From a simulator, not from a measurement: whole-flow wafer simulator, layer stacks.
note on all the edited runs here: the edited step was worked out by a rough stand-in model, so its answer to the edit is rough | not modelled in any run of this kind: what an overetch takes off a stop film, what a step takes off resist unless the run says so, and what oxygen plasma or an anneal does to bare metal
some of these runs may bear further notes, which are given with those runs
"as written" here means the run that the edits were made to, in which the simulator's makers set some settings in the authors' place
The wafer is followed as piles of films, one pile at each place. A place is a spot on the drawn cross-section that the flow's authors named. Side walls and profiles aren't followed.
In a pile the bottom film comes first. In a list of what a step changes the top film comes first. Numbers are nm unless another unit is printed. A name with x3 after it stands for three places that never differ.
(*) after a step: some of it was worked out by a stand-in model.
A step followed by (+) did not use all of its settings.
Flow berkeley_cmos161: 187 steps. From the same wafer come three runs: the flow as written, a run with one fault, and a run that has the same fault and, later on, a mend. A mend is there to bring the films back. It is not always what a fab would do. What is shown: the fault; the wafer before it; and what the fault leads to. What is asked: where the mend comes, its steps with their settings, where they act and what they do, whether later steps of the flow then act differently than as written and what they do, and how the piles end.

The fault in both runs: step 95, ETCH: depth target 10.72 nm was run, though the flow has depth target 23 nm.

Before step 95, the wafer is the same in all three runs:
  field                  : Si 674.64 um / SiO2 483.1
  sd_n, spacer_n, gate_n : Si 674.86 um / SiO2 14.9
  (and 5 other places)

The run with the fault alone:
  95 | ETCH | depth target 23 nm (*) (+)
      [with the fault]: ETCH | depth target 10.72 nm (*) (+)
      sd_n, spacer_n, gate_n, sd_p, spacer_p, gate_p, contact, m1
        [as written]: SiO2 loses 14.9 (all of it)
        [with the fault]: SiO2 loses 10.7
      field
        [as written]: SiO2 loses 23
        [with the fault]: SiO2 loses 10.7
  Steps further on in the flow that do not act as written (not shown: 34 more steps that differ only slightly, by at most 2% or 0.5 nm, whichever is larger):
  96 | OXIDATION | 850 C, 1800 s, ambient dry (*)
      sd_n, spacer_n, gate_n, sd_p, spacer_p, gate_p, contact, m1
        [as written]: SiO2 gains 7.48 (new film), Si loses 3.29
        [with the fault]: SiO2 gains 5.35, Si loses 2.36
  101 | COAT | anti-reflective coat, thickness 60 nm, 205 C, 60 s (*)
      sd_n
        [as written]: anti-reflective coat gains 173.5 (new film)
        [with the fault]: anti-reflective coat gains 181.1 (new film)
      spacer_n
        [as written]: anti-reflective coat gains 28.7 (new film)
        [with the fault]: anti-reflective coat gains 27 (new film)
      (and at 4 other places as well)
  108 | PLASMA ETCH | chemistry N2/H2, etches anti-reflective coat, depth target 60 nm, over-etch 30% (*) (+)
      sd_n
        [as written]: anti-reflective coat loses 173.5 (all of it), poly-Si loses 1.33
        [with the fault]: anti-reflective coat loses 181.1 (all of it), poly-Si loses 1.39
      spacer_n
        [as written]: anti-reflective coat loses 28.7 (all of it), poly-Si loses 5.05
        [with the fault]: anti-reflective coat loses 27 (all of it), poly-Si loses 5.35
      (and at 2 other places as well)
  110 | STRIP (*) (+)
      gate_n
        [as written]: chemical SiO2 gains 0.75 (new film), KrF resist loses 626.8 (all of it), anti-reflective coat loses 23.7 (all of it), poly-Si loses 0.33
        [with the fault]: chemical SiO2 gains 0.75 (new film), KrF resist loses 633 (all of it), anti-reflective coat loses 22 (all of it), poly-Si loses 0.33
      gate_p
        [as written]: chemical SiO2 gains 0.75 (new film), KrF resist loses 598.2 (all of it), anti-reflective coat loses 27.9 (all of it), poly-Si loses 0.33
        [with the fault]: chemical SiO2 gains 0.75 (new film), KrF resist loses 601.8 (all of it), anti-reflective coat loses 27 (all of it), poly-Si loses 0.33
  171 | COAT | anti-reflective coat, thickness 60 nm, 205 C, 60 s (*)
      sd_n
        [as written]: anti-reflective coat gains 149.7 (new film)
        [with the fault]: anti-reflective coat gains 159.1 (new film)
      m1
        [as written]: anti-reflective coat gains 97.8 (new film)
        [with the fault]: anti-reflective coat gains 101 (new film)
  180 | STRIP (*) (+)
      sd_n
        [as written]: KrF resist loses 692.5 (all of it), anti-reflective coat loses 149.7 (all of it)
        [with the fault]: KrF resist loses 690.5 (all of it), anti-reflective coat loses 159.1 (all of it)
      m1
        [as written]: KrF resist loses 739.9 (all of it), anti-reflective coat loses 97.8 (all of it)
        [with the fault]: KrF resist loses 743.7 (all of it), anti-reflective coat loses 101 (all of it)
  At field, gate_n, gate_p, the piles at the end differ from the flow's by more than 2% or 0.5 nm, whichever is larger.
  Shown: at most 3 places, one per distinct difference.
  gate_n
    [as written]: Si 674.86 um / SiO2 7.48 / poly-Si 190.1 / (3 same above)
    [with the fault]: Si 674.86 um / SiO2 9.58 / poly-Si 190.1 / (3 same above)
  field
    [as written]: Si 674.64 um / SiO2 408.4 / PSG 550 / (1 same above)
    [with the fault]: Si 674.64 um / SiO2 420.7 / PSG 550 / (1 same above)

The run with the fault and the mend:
  The mend stands after step 95.
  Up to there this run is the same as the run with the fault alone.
  95a | ETCH | depth target 12.28 nm (*) (+) (the flow's step 95, run once more with other settings)
      sd_n, spacer_n, gate_n, sd_p, spacer_p, gate_p, contact, m1
        SiO2 loses 4.22 (all of it)
      field
        SiO2 loses 12.3
  Later steps of the flow that are run all act as written at every place that is followed.
  The piles end the same as the flow's at every place that both follow.
